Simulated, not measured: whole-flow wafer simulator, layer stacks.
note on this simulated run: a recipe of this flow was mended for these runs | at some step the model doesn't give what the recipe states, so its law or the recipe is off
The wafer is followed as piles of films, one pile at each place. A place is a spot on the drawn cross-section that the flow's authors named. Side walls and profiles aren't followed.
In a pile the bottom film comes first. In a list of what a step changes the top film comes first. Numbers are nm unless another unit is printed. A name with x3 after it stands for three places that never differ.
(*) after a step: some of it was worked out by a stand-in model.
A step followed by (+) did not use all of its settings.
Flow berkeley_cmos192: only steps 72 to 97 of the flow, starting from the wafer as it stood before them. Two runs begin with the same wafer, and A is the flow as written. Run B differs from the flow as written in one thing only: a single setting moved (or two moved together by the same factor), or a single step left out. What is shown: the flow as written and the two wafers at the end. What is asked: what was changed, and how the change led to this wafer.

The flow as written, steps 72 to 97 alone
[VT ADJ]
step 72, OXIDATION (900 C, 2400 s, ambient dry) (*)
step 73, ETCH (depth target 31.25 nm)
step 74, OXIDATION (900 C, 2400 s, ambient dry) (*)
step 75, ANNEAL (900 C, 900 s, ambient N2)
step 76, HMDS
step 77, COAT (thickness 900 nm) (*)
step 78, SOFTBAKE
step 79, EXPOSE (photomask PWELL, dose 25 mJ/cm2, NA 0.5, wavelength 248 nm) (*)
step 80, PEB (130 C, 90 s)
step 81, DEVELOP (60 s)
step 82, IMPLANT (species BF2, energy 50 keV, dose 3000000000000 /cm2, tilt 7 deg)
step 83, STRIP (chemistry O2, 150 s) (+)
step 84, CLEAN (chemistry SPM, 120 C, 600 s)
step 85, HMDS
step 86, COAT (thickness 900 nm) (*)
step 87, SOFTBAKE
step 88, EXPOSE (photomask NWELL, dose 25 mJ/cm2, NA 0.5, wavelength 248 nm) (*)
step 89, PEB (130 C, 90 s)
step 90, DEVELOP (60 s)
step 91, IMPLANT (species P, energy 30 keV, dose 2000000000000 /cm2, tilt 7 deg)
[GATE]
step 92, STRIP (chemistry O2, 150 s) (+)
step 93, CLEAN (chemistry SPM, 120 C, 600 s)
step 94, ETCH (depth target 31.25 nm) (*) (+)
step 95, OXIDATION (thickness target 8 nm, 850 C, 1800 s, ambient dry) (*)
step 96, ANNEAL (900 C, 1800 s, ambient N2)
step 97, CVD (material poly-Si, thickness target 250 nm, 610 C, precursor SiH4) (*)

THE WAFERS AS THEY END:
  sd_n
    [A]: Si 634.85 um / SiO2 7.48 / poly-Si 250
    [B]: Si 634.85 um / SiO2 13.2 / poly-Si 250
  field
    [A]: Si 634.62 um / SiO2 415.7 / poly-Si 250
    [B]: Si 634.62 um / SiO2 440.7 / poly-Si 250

The reason: step 94, ETCH: depth target 6.25 nm was run, though the flow has depth target 31.25 nm.

The path from the change to this, step by step:
  step 94, ETCH (depth target 31.25 nm) (*) (+)
      sd_n, spacer_n, gate, sd_p, spacer_p, gate_p, contact, m1: A -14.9 SiO2 (all of it) | B -6.25 SiO2
      field: A -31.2 SiO2 | B -6.25 SiO2
  step 95, OXIDATION (thickness target 8 nm, 850 C, 1800 s, ambient dry) (*)
      sd_n, spacer_n, gate, sd_p, spacer_p, gate_p, contact, m1: A +7.48 SiO2 (new film), -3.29 Si | B +4.54 SiO2, -2 Si
